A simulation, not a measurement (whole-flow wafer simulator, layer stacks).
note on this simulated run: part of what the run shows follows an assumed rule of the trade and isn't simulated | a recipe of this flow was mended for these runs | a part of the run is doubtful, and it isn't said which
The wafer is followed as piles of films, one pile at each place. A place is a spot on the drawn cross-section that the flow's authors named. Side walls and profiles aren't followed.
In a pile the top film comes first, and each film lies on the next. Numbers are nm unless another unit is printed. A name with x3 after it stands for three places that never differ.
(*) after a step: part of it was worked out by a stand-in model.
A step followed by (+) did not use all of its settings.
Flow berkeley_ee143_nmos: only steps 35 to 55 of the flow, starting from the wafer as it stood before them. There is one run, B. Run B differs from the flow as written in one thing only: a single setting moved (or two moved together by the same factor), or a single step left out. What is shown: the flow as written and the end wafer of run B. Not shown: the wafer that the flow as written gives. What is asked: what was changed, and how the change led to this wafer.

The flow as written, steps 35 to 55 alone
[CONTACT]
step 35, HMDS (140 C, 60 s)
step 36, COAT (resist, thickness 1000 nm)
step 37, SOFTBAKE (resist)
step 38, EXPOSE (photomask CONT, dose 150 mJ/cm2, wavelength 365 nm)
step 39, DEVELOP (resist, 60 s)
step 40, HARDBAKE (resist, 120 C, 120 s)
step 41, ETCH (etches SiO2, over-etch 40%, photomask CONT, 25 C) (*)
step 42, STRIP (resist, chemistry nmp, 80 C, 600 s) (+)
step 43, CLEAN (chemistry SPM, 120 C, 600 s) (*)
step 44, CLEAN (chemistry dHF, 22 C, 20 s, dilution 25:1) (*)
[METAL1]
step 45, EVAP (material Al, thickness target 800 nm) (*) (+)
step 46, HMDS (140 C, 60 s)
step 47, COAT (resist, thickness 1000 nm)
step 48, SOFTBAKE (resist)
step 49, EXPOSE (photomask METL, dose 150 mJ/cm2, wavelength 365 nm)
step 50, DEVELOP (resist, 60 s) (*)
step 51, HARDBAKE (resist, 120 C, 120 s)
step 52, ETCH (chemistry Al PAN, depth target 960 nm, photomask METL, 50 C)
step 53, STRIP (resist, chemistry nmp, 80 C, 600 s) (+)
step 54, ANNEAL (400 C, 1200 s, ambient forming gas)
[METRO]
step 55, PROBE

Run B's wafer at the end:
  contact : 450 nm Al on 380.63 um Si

Cause: step 45, EVAP: thickness target 450 nm was run, whereas the flow has thickness target 800 nm.
The wafer lets one read it off: contact has Al 450, and step 45 as written asks for 800 nm.

How this came from the change, step by step:
  step 45, EVAP (material Al, thickness target 800 nm) (*) (+)
      gate, sd, contact, field: +450 Al (new film) (in the flow as written it would be: +800 Al (new film))
  step 52, ETCH (chemistry Al PAN, depth target 960 nm, photomask METL, 50 C)
      gate, sd, field: -436.7 Al (all of it) (in the flow as written it would be: -786.7 Al (all of it))
